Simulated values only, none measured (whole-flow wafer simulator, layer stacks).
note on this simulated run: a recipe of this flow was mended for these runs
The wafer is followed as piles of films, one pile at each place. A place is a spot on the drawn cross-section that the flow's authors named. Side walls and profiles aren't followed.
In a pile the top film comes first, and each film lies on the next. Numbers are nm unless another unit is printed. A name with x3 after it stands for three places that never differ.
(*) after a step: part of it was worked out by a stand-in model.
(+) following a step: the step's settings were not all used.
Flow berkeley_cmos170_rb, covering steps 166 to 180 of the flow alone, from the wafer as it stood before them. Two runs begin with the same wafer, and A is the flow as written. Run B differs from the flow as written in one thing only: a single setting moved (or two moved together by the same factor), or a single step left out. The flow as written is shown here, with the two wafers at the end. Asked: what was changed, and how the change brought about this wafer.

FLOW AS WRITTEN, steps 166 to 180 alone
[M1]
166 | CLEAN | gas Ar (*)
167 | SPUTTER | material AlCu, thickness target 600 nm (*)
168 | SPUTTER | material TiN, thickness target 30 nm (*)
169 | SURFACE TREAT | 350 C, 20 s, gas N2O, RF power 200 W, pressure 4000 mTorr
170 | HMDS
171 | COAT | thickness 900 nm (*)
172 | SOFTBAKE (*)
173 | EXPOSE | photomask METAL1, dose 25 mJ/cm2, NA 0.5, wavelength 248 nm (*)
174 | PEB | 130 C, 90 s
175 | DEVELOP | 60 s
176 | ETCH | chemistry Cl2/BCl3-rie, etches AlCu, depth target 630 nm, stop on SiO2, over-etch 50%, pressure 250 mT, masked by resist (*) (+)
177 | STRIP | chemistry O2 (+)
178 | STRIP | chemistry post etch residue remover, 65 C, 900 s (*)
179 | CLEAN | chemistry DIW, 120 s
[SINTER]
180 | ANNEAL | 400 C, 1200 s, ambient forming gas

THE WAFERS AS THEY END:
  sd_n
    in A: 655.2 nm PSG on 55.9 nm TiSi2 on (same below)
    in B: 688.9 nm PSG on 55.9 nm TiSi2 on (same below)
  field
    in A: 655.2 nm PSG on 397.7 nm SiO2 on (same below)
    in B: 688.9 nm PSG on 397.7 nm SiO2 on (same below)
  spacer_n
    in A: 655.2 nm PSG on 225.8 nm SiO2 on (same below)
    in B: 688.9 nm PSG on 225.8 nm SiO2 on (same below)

The reason: step 167, SPUTTER: thickness target 870 nm was run, while the flow as written has thickness target 600 nm.

Step by step, how the change led to this:
  167 | SPUTTER | material AlCu, thickness target 600 nm (*)
      field, sd_n, spacer_n, gate, spacer_p, gate_p, m1: A AlCu gains 600 (new film) | B AlCu gains 870 (new film)
      sd_p: A AlCu gains 549.6 (new film) | B AlCu gains 811.3 (new film)
      (as well as at 1 more place)
  168 | SPUTTER | material TiN, thickness target 30 nm (*)
      contact: A TiN gains 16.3 (new film) | B TiN gains 13.6 (new film)
  171 | COAT | thickness 900 nm (*)
      contact: A KrF-resist gains 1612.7 (new film) | B KrF-resist gains 1720.3 (new film)
  176 | ETCH | chemistry Cl2/BCl3-rie, etches AlCu, depth target 630 nm, stop on SiO2, over-etch 50%, pressure 250 mT, masked by resist (*) (+)
      field, sd_n, spacer_n, gate, spacer_p, gate_p: A TiN loses 30 (all of it), AlCu loses 600 (all of it), PSG loses 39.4 | B TiN loses 30 (all of it), AlCu loses 870 (all of it), PSG loses 5.62
      sd_p: A TiN loses 25.8 (all of it), AlCu loses 549.6 (all of it), PSG loses 46.2 | B TiN loses 25.7 (all of it), AlCu loses 811.3 (all of it), PSG loses 13.5
  177 | STRIP | chemistry O2 (+)
      contact: A KrF-resist loses 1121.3 (all of it) | B KrF-resist loses 1228.5 (all of it)
